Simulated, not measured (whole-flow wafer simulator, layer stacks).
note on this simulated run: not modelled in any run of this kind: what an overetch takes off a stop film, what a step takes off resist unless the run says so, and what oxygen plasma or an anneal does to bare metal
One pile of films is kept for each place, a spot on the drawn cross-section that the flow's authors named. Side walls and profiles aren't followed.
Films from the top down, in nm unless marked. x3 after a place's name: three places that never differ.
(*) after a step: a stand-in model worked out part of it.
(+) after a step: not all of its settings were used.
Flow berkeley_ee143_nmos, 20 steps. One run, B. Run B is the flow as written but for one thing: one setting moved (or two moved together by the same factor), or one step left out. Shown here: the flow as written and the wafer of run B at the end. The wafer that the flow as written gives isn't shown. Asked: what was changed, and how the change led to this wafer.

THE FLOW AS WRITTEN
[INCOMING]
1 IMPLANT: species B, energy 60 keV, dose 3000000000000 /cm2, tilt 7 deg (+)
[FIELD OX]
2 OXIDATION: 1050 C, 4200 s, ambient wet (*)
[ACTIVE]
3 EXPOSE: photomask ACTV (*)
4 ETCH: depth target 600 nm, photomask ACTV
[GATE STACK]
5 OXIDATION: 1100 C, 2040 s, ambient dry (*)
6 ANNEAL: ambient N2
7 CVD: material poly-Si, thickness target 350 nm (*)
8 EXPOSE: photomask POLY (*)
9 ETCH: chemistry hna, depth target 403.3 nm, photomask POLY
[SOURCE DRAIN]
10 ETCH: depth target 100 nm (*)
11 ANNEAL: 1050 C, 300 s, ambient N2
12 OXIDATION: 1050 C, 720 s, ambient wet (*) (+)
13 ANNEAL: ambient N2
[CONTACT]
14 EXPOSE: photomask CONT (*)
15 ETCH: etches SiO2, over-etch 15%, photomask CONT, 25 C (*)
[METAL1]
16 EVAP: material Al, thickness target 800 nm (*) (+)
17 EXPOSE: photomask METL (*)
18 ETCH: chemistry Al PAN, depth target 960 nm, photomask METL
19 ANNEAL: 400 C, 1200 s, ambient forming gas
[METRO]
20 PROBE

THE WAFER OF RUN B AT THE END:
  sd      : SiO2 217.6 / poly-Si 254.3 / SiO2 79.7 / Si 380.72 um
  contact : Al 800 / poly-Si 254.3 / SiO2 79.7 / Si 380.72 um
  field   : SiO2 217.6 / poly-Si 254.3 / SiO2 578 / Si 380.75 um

The cause: step 9, ETCH: chemistry hna, depth target 403.3 nm, photomask POLY, was left out.

How the change led to this, step by step:
  10 ETCH: depth target 100 nm (*)
      sd, contact: nothing (as written it would be: SiO2 -79.7 (all of it))
      field: nothing (as written it would be: SiO2 -100)
  12 OXIDATION: 1050 C, 720 s, ambient wet (*) (+)
      sd, contact: SiO2 +217.6 (new film), poly-Si -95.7 (as written it would be: SiO2 +189.4 (new film), Si -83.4)
      field: SiO2 +217.6 (new film), poly-Si -95.7 (as written it would be: SiO2 +69.1, Si -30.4)
  15 ETCH: etches SiO2, over-etch 15%, photomask CONT, 25 C (*)
      contact: SiO2 -217.6 (all of it) (as written it would be: SiO2 -189.4 (all of it))
